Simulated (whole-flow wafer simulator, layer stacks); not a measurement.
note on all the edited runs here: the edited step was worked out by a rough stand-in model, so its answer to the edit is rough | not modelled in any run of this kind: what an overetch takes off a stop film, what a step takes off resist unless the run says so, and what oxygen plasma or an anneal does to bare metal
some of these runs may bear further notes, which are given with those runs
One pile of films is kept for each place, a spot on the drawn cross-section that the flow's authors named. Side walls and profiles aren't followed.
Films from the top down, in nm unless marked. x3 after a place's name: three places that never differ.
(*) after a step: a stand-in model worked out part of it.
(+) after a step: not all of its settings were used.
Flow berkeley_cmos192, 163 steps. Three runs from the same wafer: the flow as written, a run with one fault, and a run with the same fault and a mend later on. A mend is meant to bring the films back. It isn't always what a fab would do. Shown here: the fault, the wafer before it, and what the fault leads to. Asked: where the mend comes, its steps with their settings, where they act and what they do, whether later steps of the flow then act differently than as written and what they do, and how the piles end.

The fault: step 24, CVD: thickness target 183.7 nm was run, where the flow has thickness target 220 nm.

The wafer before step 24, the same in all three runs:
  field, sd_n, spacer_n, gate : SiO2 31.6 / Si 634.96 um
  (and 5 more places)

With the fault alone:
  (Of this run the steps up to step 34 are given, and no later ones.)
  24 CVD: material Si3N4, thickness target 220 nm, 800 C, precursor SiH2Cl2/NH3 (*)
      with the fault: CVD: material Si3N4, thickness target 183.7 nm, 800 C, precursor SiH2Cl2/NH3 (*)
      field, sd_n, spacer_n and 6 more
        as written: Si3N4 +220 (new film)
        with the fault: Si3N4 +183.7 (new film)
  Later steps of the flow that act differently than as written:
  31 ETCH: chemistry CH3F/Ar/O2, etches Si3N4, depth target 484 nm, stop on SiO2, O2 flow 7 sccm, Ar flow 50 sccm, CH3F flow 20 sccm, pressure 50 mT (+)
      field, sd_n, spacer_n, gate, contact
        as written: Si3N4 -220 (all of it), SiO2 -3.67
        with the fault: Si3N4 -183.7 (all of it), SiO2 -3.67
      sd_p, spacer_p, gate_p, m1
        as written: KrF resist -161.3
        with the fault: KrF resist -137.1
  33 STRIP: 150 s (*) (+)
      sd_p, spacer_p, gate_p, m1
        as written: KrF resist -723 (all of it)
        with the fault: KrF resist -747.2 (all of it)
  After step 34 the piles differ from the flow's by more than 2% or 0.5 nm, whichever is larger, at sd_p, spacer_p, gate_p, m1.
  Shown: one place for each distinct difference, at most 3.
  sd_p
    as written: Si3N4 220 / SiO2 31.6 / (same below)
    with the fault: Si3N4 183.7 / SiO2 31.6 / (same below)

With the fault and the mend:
  The mend comes after step 24.
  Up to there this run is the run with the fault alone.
  24a ETCH: chemistry h3po4, depth target 211.3 nm
      field, sd_n, spacer_n and 6 more
        Si3N4 -183.7 (all of it)
  24b CLEAN: chemistry SPM (the flow's step 17 once more)
      changes no film at any place that is followed
  24c CVD: material Si3N4, thickness target 220 nm, 800 C, precursor SiH2Cl2/NH3 (*) (the flow's step 24 once more)
      field, sd_n, spacer_n and 6 more
        Si3N4 +220 (new film)
  No later step of the flow acts differently than as written at any place that is followed.
  At the end the piles are the same as the flow's at every place that both follow.
